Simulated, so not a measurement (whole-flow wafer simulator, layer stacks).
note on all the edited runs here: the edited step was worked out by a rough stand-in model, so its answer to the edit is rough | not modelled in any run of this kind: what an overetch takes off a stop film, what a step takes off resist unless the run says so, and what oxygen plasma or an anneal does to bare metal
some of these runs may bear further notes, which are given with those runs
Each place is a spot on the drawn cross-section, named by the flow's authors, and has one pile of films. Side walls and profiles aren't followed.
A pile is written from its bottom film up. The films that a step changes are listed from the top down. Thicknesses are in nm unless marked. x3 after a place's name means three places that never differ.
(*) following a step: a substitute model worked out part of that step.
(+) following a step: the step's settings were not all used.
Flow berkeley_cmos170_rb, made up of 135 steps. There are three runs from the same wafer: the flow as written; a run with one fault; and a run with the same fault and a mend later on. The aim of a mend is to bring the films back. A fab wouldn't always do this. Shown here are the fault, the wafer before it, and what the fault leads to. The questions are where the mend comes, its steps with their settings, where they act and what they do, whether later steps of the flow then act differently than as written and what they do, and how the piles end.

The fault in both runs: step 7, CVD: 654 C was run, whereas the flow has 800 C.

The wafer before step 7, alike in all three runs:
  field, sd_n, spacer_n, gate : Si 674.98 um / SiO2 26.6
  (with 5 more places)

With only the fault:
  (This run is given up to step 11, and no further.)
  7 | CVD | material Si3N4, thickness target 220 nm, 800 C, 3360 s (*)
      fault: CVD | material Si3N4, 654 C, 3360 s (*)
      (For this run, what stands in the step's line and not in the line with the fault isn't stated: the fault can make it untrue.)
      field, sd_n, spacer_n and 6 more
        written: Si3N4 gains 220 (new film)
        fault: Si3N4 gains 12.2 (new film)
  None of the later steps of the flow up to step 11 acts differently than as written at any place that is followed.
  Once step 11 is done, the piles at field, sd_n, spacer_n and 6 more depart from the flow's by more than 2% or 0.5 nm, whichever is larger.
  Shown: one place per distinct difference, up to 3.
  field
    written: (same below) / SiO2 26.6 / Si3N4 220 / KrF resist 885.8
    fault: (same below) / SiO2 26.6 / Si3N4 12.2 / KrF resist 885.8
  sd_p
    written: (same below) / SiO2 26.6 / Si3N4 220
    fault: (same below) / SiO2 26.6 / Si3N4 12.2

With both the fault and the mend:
  The mend follows step 11.
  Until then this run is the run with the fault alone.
  11a | STRIP (*) (+)
      field, sd_n, spacer_n, gate, contact, m1
        KrF resist loses 885.8 (all of it)
  11b | CLEAN (*) (a further turn of the flow's step 1)
      does not change any film at any place that is followed
  11c | CVD | material Si3N4, thickness target 207.8 nm, 800 C, 3173 s (*) (a further turn of the flow's step 7, with different settings)
      field, sd_n, spacer_n and 6 more
        Si3N4 gains 207.8
  11d | COAT | KrF resist, thickness 900 nm (a further turn of the flow's step 8)
      field, sd_n, spacer_n and 6 more
        KrF resist gains 900 (new film)
  11e | EXPOSE | photomask NWELL (a further turn of the flow's step 9)
      does not change any film at any place that is followed
  11f | PEB | 130 C, 60 s (*) (a further turn of the flow's step 10)
      does not change any film at any place that is followed
  11g | DEVELOP | developer developer-D-0.26N, 45 s (a further turn of the flow's step 11)
      field, sd_n, spacer_n, gate, contact, m1
        KrF resist loses 14.2
      sd_p, spacer_p, gate_p
        KrF resist loses 900 (all of it)
  None of the later steps of the flow acts differently than as written at any place that is followed.
  The piles end the same as the flow's at every place that both follow.
